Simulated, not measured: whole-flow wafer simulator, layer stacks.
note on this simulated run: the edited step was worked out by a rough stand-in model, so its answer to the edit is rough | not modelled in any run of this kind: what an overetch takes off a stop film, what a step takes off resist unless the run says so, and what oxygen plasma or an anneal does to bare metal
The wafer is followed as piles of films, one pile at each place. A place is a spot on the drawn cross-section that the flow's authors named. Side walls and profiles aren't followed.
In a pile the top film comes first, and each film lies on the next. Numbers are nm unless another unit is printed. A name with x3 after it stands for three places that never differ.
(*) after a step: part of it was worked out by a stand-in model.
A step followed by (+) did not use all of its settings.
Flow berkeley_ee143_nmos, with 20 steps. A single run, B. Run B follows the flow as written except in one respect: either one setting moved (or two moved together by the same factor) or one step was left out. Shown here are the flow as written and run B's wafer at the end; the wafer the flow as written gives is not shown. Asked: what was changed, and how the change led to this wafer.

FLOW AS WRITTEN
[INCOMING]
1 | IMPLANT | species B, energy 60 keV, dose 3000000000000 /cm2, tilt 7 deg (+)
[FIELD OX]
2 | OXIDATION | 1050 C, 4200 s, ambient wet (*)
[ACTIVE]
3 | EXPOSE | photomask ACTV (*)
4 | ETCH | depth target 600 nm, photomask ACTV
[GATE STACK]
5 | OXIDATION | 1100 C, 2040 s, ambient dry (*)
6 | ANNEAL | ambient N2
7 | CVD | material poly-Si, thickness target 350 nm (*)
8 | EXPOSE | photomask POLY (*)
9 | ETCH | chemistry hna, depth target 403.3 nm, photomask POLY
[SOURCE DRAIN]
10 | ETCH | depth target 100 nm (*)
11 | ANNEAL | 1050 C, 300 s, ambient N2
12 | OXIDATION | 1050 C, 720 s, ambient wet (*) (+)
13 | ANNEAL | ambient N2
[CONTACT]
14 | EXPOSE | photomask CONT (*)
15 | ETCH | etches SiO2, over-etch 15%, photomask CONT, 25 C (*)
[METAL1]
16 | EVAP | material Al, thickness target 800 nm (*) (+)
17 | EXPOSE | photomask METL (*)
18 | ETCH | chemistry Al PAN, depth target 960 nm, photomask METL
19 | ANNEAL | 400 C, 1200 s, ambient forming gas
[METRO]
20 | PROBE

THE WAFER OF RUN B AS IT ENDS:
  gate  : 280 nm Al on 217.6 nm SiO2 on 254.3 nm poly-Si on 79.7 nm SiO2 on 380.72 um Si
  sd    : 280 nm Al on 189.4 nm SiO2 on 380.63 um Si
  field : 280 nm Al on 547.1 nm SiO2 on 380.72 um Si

What caused this: step 16, EVAP: thickness target 1240 nm was run, while the flow as written has thickness target 800 nm.

Step by step, how the change led to this:
  16 | EVAP | material Al, thickness target 800 nm (*) (+)
      gate, sd, contact, field: +1240 Al (new film) (it would be, as written: +800 Al (new film))
  18 | ETCH | chemistry Al PAN, depth target 960 nm, photomask METL
      gate, sd, field: -960 Al (it would be, as written: -800 Al (all of it))
Taking metal films that touch as one body, gate has 1 body; the flow as written gives 0 bodies.
Taking metal films that touch as one body, sd has 1 body; the flow as written gives 0 bodies.
Taking metal films that touch as one body, field has 1 body; the flow as written gives 0 bodies.
